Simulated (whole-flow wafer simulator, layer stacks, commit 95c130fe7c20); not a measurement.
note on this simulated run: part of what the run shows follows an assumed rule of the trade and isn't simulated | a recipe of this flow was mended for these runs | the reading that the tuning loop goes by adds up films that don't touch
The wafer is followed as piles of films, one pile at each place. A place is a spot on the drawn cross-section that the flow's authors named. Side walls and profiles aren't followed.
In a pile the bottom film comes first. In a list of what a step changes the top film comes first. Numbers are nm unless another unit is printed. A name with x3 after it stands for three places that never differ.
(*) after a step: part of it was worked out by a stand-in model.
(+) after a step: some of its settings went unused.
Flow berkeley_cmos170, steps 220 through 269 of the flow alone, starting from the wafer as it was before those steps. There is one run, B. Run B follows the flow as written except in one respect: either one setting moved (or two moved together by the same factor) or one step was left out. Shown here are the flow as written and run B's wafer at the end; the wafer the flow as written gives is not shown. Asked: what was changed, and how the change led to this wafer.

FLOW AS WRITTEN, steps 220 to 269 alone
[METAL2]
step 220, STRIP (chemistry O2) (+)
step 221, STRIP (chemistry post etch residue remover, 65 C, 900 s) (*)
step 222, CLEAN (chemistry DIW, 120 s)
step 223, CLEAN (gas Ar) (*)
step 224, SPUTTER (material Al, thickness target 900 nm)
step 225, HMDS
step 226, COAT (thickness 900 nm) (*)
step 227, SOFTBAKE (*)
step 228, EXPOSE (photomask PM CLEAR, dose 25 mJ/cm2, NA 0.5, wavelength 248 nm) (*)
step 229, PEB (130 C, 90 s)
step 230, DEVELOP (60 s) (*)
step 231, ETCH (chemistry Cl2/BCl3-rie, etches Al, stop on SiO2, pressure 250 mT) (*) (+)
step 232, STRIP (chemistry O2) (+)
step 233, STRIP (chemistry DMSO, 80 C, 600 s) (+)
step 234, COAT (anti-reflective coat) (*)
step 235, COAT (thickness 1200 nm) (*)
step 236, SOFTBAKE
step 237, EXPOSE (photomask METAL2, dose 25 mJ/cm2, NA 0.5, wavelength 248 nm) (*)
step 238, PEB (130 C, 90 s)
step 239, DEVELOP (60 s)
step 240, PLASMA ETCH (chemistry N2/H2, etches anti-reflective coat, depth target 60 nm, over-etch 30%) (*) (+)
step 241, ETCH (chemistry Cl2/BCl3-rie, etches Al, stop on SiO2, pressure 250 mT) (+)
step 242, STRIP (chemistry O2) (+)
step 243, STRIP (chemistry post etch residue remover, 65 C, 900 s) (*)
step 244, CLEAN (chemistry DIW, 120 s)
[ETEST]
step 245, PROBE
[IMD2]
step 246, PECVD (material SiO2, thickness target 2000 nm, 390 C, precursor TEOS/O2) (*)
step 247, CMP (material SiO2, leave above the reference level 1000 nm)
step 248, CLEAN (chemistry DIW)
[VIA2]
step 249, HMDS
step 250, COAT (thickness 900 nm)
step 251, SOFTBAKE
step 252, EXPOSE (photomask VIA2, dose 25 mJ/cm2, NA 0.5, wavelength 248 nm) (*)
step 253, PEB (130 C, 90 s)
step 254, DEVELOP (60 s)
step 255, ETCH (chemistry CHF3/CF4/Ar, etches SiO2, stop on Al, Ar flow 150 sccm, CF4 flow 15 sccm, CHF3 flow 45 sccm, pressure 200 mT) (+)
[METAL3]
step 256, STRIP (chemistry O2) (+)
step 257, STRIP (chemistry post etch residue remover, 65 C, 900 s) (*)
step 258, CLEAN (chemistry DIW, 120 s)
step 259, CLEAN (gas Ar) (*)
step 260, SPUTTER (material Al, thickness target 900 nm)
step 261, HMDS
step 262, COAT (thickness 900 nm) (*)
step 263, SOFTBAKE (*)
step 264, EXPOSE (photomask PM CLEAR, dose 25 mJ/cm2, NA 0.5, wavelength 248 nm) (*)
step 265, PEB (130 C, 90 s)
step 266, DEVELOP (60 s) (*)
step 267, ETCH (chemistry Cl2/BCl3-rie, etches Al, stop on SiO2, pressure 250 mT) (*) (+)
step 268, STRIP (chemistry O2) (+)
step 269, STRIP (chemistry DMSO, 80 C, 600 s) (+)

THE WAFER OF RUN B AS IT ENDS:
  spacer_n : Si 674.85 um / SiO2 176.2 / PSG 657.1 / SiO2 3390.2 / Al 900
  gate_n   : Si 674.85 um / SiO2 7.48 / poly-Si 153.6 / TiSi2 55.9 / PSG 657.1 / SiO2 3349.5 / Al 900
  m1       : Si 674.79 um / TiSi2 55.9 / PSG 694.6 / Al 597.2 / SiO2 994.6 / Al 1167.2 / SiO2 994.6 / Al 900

The reason: step 224, SPUTTER: thickness target 1170 nm was run, whereas the flow has thickness target 900 nm.

How this came from the change, step by step:
  step 224, SPUTTER (material Al, thickness target 900 nm)
      field, mark, sd_n and 9 more: +1170 Al (new film) (it would be, as written: +900 Al (new film))
      via1: +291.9 Al (it would be, as written: +259.4 Al)
  step 226, COAT (thickness 900 nm) (*)
      via1: +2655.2 KrF-resist (new film) (it would be, as written: +2428.6 KrF-resist (new film))
  step 229, PEB (130 C, 90 s)
      via1: -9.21 KrF-resist (it would be, as written: -7.55 KrF-resist)
  step 231, ETCH (chemistry Cl2/BCl3-rie, etches Al, stop on SiO2, pressure 250 mT) (*) (+)
      field, sd_n, spacer_n and 9 more: -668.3 KrF-resist (it would be, as written: -533.3 KrF-resist)
      mark: -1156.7 Al (all of it), -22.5 SiO2 (it would be, as written: -886.7 Al (all of it), -22.5 SiO2)
  step 232, STRIP (chemistry O2) (+)
      field, gate_n: -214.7 KrF-resist (all of it) (it would be, as written: -349.7 KrF-resist (all of it))
      spacer_p, gate_p: -214.4 KrF-resist (all of it) (it would be, as written: -349.4 KrF-resist (all of it))
      (and at 8 other places as well)
  step 234, COAT (anti-reflective coat) (*)
      via1: +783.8 anti-reflective coat (new film) (it would be, as written: +671.1 anti-reflective coat (new film))
  step 235, COAT (thickness 1200 nm) (*)
      m1: +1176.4 KrF-resist (new film) (it would be, as written: +1209.1 KrF-resist (new film))
      via1: +2270.4 KrF-resist (new film) (it would be, as written: +2189 KrF-resist (new film))
  step 238, PEB (130 C, 90 s)
      via1: -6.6 KrF-resist (it would be, as written: -6.08 KrF-resist)
  step 241, ETCH (chemistry Cl2/BCl3-rie, etches Al, stop on SiO2, pressure 250 mT) (+)
      field, sd_n, spacer_n, gate_n, sd_p, spacer_p, gate_p: -1170 Al (all of it), -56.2 SiO2 (it would be, as written: -900 Al (all of it), -56.2 SiO2)
      contact, m1, via1, m2, via2: -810 KrF-resist (it would be, as written: -675 KrF-resist)
      (and at 1 other place as well)
  step 242, STRIP (chemistry O2) (+)
      contact: -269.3 KrF-resist (all of it), -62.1 anti-reflective coat (all of it) (it would be, as written: -412 KrF-resist (all of it), -62.1 anti-reflective coat (all of it))
      m1: -265.6 KrF-resist (all of it), -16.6 anti-reflective coat (all of it) (it would be, as written: -433.1 KrF-resist (all of it), -16.6 anti-reflective coat (all of it))
      (and at 3 other places as well)
  step 246, PECVD (material SiO2, thickness target 2000 nm, 390 C, precursor TEOS/O2) (*)
      via1: +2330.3 SiO2 (new film), +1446 void (new film), +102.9 SiO2 (new film) (it would be, as written: +3103.6 SiO2 (new film), +387 void (new film), +151 SiO2 (new film))
  step 247, CMP (material SiO2, leave above the reference level 1000 nm)
      field, sd_n, spacer_n, gate_n, sd_p, spacer_p, gate_p: nothing (it would be, as written: -46.6 SiO2)
  step 250, COAT (thickness 900 nm)
      sd_n: +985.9 KrF-resist (new film) (it would be, as written: +900 KrF-resist (new film))
      contact: +813 KrF-resist (new film) (it would be, as written: +900 KrF-resist (new film))
      (and at 4 other places as well)
  step 254, DEVELOP (60 s)
      via2: -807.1 KrF-resist (all of it) (it would be, as written: -898 KrF-resist (all of it))
  step 256, STRIP (chemistry O2) (+)
      sd_n: -693.3 KrF-resist (all of it) (it would be, as written: -607.6 KrF-resist (all of it))
      contact: -520.9 KrF-resist (all of it) (it would be, as written: -607.6 KrF-resist (all of it))
      (and at 3 other places as well)
  step 262, COAT (thickness 900 nm) (*)
      sd_n: +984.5 KrF-resist (new film) (it would be, as written: +899.3 KrF-resist (new film))
      contact: +806.1 KrF-resist (new film) (it would be, as written: +898.4 KrF-resist (new film))
      (and at 4 other places as well)
  ... 1 other step ...
  step 268, STRIP (chemistry O2) (+)
      sd_n: -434 KrF-resist (all of it) (it would be, as written: -349 KrF-resist (all of it))
      spacer_p: -357.5 KrF-resist (all of it) (it would be, as written: -349.6 KrF-resist (all of it))
      (and at 6 other places as well)
